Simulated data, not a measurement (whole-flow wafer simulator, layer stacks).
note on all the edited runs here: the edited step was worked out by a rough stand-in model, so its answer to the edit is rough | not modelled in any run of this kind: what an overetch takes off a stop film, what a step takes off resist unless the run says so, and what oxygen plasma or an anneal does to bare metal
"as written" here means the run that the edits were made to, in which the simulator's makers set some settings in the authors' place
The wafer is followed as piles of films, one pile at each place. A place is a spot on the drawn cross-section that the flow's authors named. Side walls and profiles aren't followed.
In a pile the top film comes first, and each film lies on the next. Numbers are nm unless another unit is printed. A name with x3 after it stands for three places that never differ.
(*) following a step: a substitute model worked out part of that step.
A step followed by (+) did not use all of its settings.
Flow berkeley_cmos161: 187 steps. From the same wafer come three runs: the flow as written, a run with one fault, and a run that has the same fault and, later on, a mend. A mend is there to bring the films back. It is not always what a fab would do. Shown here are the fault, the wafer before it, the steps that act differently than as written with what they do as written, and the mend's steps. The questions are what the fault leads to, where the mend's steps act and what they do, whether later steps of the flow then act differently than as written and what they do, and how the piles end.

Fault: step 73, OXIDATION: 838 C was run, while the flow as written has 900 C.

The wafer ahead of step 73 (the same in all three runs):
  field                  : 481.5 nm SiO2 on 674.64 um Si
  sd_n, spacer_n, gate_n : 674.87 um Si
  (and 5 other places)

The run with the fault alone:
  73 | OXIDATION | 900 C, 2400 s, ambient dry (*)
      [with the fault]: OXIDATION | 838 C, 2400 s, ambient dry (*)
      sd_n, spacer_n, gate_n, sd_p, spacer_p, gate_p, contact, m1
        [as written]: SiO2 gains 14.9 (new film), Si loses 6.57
        [with the fault]: SiO2 gains 7.84 (new film), Si loses 3.45
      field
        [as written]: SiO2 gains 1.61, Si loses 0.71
        [with the fault]: SiO2 gains 0.5, Si loses 0.22
  Steps later in the flow that act otherwise than as written (not shown: 44 more steps that differ only slightly, by at most 2% or 0.5 nm, whichever is larger):
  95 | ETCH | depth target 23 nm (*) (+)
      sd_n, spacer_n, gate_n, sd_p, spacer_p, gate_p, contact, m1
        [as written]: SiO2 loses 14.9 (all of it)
        [with the fault]: SiO2 loses 7.84 (all of it)
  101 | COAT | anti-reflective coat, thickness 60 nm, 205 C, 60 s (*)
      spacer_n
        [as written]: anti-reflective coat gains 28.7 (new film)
        [with the fault]: anti-reflective coat gains 29.4 (new film)
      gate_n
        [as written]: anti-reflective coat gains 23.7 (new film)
        [with the fault]: anti-reflective coat gains 24.4 (new film)
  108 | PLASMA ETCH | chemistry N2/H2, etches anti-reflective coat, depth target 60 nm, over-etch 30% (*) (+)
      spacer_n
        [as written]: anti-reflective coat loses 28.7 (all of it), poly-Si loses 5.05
        [with the fault]: anti-reflective coat loses 29.4 (all of it), poly-Si loses 4.94
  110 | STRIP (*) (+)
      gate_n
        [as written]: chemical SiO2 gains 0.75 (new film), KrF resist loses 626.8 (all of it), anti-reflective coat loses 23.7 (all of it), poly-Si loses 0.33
        [with the fault]: chemical SiO2 gains 0.75 (new film), KrF resist loses 624.5 (all of it), anti-reflective coat loses 24.4 (all of it), poly-Si loses 0.33
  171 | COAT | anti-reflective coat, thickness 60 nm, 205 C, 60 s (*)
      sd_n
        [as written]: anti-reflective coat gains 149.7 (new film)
        [with the fault]: anti-reflective coat gains 146.6 (new film)
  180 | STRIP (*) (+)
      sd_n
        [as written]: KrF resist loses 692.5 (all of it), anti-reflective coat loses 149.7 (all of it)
        [with the fault]: KrF resist loses 693 (all of it), anti-reflective coat loses 146.6 (all of it)
  The piles end only slightly different from the flow's at the places that both follow, by no more than 2% or 0.5 nm, whichever is larger.

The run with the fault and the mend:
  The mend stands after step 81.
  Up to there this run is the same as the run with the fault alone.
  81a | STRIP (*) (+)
      sd_p
        KrF resist loses 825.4 (all of it)
      spacer_p
        KrF resist loses 807.5 (all of it)
      gate_p
        KrF resist loses 806.4 (all of it)
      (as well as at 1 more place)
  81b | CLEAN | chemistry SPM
      does not change any film at any place that is followed
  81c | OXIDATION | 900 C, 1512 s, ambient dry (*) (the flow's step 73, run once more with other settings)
      sd_n, spacer_n, gate_n, sd_p, spacer_p, gate_p, contact, m1
        SiO2 gains 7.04, Si loses 3.1
      field
        SiO2 gains 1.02, Si loses 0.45
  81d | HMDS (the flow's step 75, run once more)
      does not change any film at any place that is followed
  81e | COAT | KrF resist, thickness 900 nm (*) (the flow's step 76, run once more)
      field
        KrF resist gains 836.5 (new film)
      sd_n
        KrF resist gains 1024.5 (new film)
      spacer_n
        KrF resist gains 984.7 (new film)
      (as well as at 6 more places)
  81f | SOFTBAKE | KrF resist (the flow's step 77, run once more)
      does not change any film at any place that is followed
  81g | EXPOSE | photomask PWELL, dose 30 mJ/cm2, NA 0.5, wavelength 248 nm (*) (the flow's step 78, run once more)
      does not change any film at any place that is followed
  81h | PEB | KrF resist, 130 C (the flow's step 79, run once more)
      sd_n, m1
        KrF resist loses 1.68
      spacer_n, gate_n
        KrF resist loses 1.61
      spacer_p, gate_p
        KrF resist loses 1.6
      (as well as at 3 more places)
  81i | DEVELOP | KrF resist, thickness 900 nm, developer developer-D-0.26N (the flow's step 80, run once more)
      sd_p, spacer_p, gate_p, m1
        KrF resist loses 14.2
      field
        KrF resist loses 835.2 (all of it)
      sd_n
        KrF resist loses 1022.8 (all of it)
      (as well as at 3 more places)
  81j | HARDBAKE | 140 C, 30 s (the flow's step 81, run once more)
      sd_p
        KrF resist loses 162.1
      spacer_p
        KrF resist loses 158.7
      gate_p
        KrF resist loses 158.5
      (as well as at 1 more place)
  Every later step of the flow that is run acts as written, at every place that is followed, to within 2% or 0.5 nm, whichever is larger.
  The piles end only slightly different from the flow's at the places that both follow, by no more than 2% or 0.5 nm, whichever is larger.
